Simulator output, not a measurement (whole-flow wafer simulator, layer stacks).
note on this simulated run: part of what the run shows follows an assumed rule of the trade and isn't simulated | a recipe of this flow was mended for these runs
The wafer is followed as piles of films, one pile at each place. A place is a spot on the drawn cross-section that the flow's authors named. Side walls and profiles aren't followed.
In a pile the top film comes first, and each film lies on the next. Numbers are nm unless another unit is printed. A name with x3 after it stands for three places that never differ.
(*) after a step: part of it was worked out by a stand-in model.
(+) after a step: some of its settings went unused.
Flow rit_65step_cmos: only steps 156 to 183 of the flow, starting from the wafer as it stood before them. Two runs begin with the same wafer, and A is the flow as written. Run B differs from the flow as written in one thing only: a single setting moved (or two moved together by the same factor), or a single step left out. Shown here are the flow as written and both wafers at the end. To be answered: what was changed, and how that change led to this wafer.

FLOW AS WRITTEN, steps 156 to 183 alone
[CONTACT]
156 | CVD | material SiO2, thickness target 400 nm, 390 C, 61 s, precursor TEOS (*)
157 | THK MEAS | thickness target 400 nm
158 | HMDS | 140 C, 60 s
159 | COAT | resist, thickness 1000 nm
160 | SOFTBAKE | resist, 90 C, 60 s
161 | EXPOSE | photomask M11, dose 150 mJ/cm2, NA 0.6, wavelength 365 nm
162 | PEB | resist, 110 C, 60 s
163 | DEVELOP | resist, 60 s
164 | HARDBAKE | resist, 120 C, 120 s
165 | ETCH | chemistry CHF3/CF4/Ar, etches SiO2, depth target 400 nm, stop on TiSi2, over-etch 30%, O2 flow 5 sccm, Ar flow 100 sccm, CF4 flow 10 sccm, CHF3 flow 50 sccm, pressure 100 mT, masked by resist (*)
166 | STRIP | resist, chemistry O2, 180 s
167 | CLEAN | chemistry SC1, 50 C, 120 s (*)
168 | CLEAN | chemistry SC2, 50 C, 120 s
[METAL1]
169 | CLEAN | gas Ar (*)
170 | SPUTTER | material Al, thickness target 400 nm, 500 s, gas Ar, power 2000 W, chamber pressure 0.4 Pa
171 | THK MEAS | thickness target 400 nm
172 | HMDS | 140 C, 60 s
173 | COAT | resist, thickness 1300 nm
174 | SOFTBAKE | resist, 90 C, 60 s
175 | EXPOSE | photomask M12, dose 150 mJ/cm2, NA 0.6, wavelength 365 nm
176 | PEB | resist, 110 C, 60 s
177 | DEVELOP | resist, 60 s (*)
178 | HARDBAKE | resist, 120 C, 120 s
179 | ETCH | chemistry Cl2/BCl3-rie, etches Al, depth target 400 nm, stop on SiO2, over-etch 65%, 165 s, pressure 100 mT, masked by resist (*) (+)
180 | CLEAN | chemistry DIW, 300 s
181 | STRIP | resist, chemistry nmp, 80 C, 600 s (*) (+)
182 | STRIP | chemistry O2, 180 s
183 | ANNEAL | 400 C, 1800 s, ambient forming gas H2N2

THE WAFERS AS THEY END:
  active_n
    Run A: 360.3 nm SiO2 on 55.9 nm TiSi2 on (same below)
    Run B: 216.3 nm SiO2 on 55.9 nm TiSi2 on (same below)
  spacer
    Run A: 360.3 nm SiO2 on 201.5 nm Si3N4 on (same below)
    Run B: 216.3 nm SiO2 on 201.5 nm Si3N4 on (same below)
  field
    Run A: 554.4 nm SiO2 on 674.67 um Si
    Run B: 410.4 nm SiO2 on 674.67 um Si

The reason: step 156, CVD: thickness target 256 nm was run, whereas the flow has thickness target 400 nm; step 156, CVD: 39 s was run, where the flow has 61 s.

Step by step, how the change led to this:
  156 | CVD | material SiO2, thickness target 400 nm, 390 C, 61 s, precursor TEOS (*)
      active_n, active_p, gate_n and 7 more: A SiO2 gains 400 (new film) | B SiO2 gains 256 (new film)
      field, field_pw, field_nw, field_p: A SiO2 gains 400 | B SiO2 gains 256
  165 | ETCH | chemistry CHF3/CF4/Ar, etches SiO2, depth target 400 nm, stop on TiSi2, over-etch 30%, O2 flow 5 sccm, Ar flow 100 sccm, CF4 flow 10 sccm, CHF3 flow 50 sccm, pressure 100 mT, masked by resist (*)
      field, field_pw, field_nw and 10 more: A resist loses 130 | B resist loses 83.2
      contact: A SiO2 loses 400 (all of it), TiSi2 loses 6 | B SiO2 loses 256 (all of it), TiSi2 loses 13.2
  166 | STRIP | resist, chemistry O2, 180 s
      active_n, active_p: A resist loses 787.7 (all of it) | B resist loses 833.5 (all of it)
      field: A resist loses 847 (all of it) | B resist loses 892.8 (all of it)
      (and at 10 other places as well)
  170 | SPUTTER | material Al, thickness target 400 nm, 500 s, gas Ar, power 2000 W, chamber pressure 0.4 Pa
      contact: A Al gains 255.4 (new film) | B Al gains 300.9 (new film)
  173 | COAT | resist, thickness 1300 nm
      contact: A resist gains 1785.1 (new film) | B resist gains 1624.4 (new film)
  176 | PEB | resist, 110 C, 60 s
      contact: A resist loses 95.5 | B resist loses 86.4
  178 | HARDBAKE | resist, 120 C, 120 s
      contact: A resist loses 62.1 | B resist loses 55.9
  181 | STRIP | resist, chemistry nmp, 80 C, 600 s (*) (+)
      contact: A resist loses 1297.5 (all of it) | B resist loses 1152 (all of it)
